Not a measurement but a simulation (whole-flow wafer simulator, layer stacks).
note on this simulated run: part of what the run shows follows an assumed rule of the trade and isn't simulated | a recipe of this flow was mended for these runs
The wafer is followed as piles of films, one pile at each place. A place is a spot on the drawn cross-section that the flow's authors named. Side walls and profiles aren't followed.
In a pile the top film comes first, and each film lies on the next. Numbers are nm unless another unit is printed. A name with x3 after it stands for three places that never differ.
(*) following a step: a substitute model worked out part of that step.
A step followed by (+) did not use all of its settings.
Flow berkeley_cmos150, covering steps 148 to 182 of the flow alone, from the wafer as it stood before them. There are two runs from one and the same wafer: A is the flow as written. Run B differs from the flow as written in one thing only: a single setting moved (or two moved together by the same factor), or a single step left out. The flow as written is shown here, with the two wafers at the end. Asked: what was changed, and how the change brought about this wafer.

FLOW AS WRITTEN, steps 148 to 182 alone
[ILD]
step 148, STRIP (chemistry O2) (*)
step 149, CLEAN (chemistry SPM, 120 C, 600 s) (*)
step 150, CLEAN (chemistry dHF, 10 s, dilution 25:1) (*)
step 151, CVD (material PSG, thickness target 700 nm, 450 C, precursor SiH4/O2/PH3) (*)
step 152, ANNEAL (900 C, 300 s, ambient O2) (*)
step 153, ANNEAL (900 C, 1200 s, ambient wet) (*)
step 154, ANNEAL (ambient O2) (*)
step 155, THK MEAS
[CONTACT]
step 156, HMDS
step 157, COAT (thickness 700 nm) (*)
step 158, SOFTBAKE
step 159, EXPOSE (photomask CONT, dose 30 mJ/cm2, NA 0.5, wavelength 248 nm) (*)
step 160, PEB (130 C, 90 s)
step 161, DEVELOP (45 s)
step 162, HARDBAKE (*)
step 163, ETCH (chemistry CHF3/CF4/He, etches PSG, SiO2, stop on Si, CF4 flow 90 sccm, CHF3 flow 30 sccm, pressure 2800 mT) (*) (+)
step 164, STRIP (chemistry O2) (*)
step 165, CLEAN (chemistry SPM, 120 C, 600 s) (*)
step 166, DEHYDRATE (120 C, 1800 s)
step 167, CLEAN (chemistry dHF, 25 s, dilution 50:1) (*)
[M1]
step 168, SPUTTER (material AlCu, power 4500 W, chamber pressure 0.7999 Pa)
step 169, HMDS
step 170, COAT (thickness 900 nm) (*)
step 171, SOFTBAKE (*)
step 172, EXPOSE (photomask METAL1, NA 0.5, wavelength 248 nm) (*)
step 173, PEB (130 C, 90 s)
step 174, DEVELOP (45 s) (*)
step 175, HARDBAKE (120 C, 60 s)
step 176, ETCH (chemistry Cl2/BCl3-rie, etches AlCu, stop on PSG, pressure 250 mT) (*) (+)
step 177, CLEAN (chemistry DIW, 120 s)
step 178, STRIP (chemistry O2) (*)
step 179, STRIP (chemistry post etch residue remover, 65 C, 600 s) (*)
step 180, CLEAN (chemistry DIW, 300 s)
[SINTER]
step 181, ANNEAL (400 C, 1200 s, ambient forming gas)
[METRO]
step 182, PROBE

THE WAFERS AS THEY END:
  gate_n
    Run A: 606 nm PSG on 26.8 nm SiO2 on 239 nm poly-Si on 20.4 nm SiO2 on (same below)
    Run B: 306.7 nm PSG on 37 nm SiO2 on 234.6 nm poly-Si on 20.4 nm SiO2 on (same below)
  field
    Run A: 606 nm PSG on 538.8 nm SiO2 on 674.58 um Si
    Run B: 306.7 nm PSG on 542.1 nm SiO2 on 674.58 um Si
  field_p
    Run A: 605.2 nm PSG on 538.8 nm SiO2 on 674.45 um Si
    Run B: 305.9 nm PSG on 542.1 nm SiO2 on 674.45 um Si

Cause: step 151, CVD: thickness target 385 nm was run, whereas the flow has thickness target 700 nm.

Step by step, how the change led to this:
  step 151, CVD (material PSG, thickness target 700 nm, 450 C, precursor SiH4/O2/PH3) (*)
      field, field_p, sd_n, gate_n, gate_p, contact, m1: A +700 PSG (new film) | B +385 PSG (new film)
      sd_p: A +639.5 PSG (new film) | B +356.7 PSG (new film)
  step 153, ANNEAL (900 C, 1200 s, ambient wet) (*)
      sd_n, contact, m1: A -35 PSG, +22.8 SiO2, -10 Si | B -19.2 PSG, +29.7 SiO2, -13.1 Si
      field, field_p: A -35 PSG, +16.3 SiO2, -7.15 Si | B -19.2 PSG, +19.6 SiO2, -8.61 Si
      (and at 3 other places as well)
  step 157, COAT (thickness 700 nm) (*)
      gate_n: A +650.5 KrF-resist (new film) | B +636.6 KrF-resist (new film)
      sd_p: A +1000.3 KrF-resist (new film) | B +949.2 KrF-resist (new film)
      (and at 1 other place as well)
  step 163, ETCH (chemistry CHF3/CF4/He, etches PSG, SiO2, stop on Si, CF4 flow 90 sccm, CHF3 flow 30 sccm, pressure 2800 mT) (*) (+)
      field, field_p, sd_n, gate_n, sd_p, gate_p, m1: A -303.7 KrF-resist | B -199.3 KrF-resist
      contact: A -665 PSG (all of it), -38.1 SiO2 (all of it), -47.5 Si | B -365.8 PSG (all of it), -45.1 SiO2 (all of it), -47.5 Si
  step 164, STRIP (chemistry O2) (*)
      field: A -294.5 KrF-resist (all of it) | B -393.7 KrF-resist (all of it)
      field_p: A -397.1 KrF-resist (all of it) | B -493 KrF-resist (all of it)
      (and at 5 other places as well)
  step 168, SPUTTER (material AlCu, power 4500 W, chamber pressure 0.7999 Pa)
      sd_p: A +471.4 AlCu (new film) | B +489.3 AlCu (new film)
      contact: A +443.6 AlCu (new film) | B +521.1 AlCu (new film)
  step 170, COAT (thickness 900 nm) (*)
      field: A +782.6 thick-KrF-resist (new film) | B +802.5 thick-KrF-resist (new film)
      sd_p: A +1400.4 thick-KrF-resist (new film) | B +1352.2 thick-KrF-resist (new film)
      (and at 2 other places as well)
  step 173, PEB (130 C, 90 s)
      contact: A -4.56 thick-KrF-resist | B -3.68 thick-KrF-resist
  step 174, DEVELOP (45 s) (*)
      field: A -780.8 thick-KrF-resist (all of it), -10 AlCu | B -800.7 thick-KrF-resist (all of it), -10 AlCu
      sd_p: A -1396.9 thick-KrF-resist (all of it), -10 AlCu | B -1348.7 thick-KrF-resist (all of it), -10 AlCu
  step 175, HARDBAKE (120 C, 60 s)
      contact: A -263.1 thick-KrF-resist | B -219.7 thick-KrF-resist
      m1: A -148.2 thick-KrF-resist | B -152.7 thick-KrF-resist
  step 176, ETCH (chemistry Cl2/BCl3-rie, etches AlCu, stop on PSG, pressure 250 mT) (*) (+)
      sd_p: A -461.4 AlCu (all of it), -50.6 PSG | B -479.3 AlCu (all of it), -48.3 PSG
  step 178, STRIP (chemistry O2) (*)
      contact: A -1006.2 thick-KrF-resist (all of it) | B -766.8 thick-KrF-resist (all of it)
      m1: A -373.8 thick-KrF-resist (all of it) | B -398.7 thick-KrF-resist (all of it)
